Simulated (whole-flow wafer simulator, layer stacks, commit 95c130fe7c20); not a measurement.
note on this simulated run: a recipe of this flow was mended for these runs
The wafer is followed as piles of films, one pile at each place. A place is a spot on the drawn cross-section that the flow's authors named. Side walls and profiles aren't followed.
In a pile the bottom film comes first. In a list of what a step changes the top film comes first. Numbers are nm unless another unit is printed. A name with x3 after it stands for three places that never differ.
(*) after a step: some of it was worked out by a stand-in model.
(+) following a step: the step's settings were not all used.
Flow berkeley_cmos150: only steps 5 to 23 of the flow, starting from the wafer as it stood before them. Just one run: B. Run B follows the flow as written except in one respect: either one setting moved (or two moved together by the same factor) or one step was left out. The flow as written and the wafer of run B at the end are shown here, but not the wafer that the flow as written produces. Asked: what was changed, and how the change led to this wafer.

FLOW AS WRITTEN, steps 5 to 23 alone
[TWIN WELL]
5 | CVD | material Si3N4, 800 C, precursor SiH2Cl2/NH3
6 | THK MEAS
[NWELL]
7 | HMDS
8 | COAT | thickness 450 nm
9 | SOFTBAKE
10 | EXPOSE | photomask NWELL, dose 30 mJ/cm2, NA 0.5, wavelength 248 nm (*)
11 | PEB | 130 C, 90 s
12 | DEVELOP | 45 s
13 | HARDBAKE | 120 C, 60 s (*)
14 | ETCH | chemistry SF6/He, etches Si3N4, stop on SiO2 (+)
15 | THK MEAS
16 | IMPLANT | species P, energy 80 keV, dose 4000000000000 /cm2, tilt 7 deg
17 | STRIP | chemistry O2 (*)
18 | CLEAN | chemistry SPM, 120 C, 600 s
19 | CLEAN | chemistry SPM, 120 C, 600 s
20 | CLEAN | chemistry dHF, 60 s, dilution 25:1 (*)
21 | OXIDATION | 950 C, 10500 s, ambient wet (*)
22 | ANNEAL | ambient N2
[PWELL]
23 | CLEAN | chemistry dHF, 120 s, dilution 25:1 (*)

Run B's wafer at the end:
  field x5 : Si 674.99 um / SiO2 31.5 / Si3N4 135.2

The reason: step 5, CVD: 835 C was run, while the flow as written has 800 C.

How this came from the change, step by step:
  5 | CVD | material Si3N4, 800 C, precursor SiH2Cl2/NH3
      field x5, field_p x3: +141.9 Si3N4 (new film) (as written it would have been: +106 Si3N4 (new film))
  14 | ETCH | chemistry SF6/He, etches Si3N4, stop on SiO2 (+)
      field x5: -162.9 KrF-resist (as written it would have been: -124 KrF-resist)
      field_p x3: -141.9 Si3N4 (all of it), -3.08 SiO2 (as written it would have been: -106 Si3N4 (all of it), -3.08 SiO2)
  17 | STRIP | chemistry O2 (*)
      field x5: -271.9 KrF-resist (all of it) (as written it would have been: -310.9 KrF-resist (all of it))
